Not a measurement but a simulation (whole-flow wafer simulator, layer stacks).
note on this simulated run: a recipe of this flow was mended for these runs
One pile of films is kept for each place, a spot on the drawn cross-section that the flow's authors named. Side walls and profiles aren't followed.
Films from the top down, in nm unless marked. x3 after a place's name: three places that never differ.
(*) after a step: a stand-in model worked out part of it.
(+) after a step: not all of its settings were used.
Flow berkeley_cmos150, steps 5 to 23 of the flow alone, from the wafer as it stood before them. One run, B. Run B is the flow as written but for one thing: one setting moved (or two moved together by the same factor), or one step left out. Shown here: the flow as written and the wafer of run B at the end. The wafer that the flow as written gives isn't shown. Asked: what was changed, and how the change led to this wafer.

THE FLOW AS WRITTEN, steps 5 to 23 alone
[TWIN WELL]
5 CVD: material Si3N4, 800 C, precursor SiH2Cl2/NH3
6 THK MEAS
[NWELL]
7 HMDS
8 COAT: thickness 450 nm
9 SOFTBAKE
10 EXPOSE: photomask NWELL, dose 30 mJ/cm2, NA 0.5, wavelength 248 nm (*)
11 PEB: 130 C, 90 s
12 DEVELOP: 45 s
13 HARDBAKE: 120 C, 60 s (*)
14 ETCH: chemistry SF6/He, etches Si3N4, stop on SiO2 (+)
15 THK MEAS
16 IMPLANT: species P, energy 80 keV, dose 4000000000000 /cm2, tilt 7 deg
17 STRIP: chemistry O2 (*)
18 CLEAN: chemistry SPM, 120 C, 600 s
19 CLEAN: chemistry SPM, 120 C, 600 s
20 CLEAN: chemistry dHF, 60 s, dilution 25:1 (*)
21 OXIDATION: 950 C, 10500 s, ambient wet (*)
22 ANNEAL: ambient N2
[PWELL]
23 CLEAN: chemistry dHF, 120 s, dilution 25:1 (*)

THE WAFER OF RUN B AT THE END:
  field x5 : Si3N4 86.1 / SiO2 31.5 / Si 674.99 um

The cause: step 5, CVD: 788 C was run, where the flow has 800 C.

How the change led to this, step by step:
  5 CVD: material Si3N4, 800 C, precursor SiH2Cl2/NH3
      field x5, field_p x3: Si3N4 +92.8 (new film) (as written it would be: Si3N4 +106 (new film))
  14 ETCH: chemistry SF6/He, etches Si3N4, stop on SiO2 (+)
      field x5: KrF-resist -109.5 (as written it would be: KrF-resist -124)
      field_p x3: Si3N4 -92.8 (all of it), SiO2 -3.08 (as written it would be: Si3N4 -106 (all of it), SiO2 -3.08)
  17 STRIP: chemistry O2 (*)
      field x5: KrF-resist -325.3 (all of it) (as written it would be: KrF-resist -310.9 (all of it))
